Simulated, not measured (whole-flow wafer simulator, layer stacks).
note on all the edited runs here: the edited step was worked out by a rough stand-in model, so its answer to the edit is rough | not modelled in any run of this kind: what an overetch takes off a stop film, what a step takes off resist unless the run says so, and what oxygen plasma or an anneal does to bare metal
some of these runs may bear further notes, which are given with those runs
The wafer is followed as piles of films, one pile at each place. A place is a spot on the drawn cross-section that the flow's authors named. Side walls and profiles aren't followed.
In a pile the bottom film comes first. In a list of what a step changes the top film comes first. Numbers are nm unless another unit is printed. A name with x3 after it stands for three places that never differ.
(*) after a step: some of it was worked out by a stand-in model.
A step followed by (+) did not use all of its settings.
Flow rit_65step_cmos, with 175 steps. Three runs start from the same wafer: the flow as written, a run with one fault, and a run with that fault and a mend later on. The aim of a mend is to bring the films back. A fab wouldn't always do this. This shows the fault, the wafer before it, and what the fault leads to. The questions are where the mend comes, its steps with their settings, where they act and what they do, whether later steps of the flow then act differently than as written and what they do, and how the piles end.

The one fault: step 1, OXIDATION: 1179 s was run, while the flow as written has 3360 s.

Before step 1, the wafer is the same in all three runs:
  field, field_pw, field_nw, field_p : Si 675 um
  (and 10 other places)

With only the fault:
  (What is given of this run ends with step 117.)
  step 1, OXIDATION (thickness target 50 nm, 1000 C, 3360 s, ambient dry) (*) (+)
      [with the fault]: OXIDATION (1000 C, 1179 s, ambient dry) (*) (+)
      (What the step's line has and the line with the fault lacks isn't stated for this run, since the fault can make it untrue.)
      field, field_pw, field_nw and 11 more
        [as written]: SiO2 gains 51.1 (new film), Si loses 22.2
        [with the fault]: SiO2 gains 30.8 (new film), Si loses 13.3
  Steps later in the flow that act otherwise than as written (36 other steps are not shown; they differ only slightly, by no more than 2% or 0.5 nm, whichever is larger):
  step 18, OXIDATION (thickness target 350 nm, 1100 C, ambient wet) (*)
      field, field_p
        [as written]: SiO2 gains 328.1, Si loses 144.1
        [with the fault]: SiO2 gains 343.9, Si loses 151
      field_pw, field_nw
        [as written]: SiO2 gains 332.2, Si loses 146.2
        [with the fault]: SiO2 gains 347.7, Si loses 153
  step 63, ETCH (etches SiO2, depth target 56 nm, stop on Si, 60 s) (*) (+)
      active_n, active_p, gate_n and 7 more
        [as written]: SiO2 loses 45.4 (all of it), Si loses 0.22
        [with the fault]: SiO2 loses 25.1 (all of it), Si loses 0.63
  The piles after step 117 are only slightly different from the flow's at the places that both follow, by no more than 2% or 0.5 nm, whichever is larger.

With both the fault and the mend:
  The mend follows step 2.
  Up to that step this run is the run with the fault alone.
  step 2a, ETCH (depth target 35 nm, 21.5 C, 39 s)
      field, field_pw, field_nw and 11 more
        SiO2 loses 30.8 (all of it)
  step 2b, CLEAN (chemistry SC2, 75 C, 600 s)
      field, field_pw, field_nw and 11 more
        chemical SiO2 gains 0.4 (new film), Si loses 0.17
  step 2c, OXIDATION (1000 C, 3360 s, ambient dry) (*) (a further turn of the flow's step 1, with different settings)
      field, field_pw, field_nw and 11 more
        SiO2 gains 51 (new film), chemical SiO2 loses 0.4 (all of it), Si loses 22.3
  Steps later in the flow that act otherwise than as written (17 other steps are not shown; they differ only slightly, by no more than 2% or 0.5 nm, whichever is larger):
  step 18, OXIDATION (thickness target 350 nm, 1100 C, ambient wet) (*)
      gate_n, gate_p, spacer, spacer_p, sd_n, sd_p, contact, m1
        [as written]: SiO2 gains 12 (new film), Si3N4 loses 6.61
        [with the mend]: SiO2 gains 12 (new film), Si3N4 loses 6.61, SiO2 gains 0.03
  The piles end only slightly different from the flow's at the places that both follow, by no more than 2% or 0.5 nm, whichever is larger.
